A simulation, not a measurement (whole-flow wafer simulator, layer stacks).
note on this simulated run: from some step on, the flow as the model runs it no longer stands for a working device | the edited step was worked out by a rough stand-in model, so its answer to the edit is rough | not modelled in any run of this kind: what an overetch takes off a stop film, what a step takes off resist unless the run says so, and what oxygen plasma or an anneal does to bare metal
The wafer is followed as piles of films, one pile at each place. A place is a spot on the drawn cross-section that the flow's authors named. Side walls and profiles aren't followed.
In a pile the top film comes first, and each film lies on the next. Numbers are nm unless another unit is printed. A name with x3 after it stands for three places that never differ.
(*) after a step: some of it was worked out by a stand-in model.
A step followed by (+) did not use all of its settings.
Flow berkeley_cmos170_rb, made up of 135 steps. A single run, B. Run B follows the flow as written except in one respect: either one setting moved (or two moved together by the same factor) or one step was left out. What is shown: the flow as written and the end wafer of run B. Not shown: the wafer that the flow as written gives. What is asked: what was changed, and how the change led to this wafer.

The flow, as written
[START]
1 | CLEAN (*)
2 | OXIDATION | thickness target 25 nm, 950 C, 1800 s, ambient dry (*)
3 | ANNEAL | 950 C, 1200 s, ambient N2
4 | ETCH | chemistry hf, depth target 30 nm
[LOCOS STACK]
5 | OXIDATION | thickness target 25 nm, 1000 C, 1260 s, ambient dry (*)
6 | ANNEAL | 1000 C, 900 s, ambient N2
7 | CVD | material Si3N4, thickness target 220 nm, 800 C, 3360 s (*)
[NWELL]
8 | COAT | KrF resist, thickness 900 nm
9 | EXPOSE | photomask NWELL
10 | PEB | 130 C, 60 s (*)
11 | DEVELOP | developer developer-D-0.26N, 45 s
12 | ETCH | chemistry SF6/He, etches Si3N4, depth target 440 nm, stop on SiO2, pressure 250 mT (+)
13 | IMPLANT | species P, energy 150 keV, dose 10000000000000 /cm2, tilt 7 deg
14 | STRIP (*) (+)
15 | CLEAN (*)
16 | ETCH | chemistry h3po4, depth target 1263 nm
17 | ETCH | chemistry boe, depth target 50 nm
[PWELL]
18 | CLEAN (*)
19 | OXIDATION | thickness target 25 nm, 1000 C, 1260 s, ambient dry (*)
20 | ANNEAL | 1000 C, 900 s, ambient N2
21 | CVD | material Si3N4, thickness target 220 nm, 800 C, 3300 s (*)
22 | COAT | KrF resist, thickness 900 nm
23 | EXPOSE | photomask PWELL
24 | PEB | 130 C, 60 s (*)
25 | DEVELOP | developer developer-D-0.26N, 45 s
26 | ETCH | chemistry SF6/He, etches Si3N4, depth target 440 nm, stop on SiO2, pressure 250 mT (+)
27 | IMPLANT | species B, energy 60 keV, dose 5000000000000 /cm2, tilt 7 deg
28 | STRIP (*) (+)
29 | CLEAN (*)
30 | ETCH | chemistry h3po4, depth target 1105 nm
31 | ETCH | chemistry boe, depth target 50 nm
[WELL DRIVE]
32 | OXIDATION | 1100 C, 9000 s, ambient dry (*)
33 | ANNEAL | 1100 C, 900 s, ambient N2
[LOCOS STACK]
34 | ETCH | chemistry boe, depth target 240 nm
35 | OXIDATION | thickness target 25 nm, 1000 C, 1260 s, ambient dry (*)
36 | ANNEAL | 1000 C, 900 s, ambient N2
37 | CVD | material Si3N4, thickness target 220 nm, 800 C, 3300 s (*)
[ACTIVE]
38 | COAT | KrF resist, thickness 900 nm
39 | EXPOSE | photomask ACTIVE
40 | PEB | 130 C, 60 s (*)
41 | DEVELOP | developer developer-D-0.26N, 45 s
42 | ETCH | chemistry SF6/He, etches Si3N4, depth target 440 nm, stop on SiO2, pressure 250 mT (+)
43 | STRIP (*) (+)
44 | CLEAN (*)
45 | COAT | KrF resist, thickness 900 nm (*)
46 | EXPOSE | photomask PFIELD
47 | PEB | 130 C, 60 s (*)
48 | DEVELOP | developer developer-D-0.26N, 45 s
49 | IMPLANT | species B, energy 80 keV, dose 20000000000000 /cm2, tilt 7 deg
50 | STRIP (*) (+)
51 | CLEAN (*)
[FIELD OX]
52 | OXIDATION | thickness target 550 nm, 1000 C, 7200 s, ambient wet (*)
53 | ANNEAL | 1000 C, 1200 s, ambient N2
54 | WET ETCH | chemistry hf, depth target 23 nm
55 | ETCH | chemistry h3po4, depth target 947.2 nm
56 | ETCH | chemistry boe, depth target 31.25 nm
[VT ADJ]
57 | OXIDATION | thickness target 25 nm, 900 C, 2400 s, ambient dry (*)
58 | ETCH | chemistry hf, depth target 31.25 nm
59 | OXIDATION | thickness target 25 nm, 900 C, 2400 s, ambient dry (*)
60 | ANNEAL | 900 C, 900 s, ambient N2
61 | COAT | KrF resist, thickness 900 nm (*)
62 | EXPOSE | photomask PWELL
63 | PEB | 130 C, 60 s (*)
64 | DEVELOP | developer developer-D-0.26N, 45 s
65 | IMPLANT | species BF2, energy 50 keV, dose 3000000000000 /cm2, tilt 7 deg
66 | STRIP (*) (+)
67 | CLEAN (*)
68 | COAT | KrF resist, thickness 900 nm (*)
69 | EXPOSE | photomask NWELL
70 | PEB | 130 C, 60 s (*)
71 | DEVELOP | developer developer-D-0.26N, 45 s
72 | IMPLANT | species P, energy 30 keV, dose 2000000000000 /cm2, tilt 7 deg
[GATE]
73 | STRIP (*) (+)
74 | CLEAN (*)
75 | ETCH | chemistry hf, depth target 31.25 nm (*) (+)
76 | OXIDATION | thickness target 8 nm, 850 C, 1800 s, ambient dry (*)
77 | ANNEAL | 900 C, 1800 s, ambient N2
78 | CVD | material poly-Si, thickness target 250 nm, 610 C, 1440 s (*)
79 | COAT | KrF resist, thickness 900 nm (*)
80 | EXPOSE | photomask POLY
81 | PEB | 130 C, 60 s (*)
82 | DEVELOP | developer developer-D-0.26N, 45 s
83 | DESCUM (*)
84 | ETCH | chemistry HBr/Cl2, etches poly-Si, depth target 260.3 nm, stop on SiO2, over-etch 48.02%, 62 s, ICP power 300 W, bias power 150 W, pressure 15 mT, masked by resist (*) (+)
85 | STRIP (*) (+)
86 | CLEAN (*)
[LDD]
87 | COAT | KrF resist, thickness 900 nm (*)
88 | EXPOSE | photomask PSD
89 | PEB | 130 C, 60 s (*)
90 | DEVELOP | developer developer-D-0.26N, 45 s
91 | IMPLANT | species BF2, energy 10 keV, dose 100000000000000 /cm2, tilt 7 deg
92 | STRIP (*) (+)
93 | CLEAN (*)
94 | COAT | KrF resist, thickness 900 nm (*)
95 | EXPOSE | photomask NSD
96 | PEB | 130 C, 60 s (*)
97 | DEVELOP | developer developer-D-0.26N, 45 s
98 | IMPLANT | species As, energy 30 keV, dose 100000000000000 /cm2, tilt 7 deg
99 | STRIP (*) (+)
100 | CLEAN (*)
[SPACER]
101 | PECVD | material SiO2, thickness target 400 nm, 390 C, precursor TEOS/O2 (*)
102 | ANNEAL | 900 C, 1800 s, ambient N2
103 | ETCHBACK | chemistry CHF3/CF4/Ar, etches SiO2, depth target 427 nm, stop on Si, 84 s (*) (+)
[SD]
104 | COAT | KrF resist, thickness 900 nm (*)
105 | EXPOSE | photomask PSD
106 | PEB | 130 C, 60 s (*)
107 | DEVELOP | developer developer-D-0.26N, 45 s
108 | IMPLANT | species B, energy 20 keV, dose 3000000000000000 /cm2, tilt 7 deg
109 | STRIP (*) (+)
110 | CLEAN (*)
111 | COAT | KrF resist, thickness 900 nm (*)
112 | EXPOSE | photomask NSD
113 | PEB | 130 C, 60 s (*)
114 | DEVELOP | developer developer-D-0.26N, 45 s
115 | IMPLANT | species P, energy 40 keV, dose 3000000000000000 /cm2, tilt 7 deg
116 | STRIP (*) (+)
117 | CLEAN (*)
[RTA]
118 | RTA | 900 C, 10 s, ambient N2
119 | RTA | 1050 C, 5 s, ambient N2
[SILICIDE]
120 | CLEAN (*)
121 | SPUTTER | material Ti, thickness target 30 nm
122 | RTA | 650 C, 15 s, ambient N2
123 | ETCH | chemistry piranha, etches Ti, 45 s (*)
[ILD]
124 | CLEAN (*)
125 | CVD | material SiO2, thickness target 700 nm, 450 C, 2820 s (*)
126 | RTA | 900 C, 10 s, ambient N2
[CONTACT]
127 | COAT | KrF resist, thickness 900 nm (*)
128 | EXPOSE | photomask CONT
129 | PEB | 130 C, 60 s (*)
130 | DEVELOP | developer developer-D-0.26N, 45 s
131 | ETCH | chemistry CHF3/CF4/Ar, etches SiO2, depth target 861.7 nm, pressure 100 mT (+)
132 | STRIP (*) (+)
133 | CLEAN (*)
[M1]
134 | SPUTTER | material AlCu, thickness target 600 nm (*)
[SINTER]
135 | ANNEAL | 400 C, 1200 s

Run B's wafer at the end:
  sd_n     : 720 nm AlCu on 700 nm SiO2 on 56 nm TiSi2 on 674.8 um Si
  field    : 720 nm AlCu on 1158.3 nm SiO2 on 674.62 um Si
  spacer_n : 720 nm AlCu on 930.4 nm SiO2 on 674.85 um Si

The reason: step 134, SPUTTER: thickness target 720 nm was run, whereas the flow has thickness target 600 nm.
The wafer itself shows it: sd_n has AlCu 720, and step 134 as written asks for 600 nm.

How this came from the change, step by step:
  134 | SPUTTER | material AlCu, thickness target 600 nm (*)
      field, sd_n, spacer_n, gate, spacer_p, gate_p, m1: +720 AlCu (new film) (as written it would have been: +600 AlCu (new film))
      sd_p: +661 AlCu (new film) (as written it would have been: +545.9 AlCu (new film))
      (and at 1 other place as well)
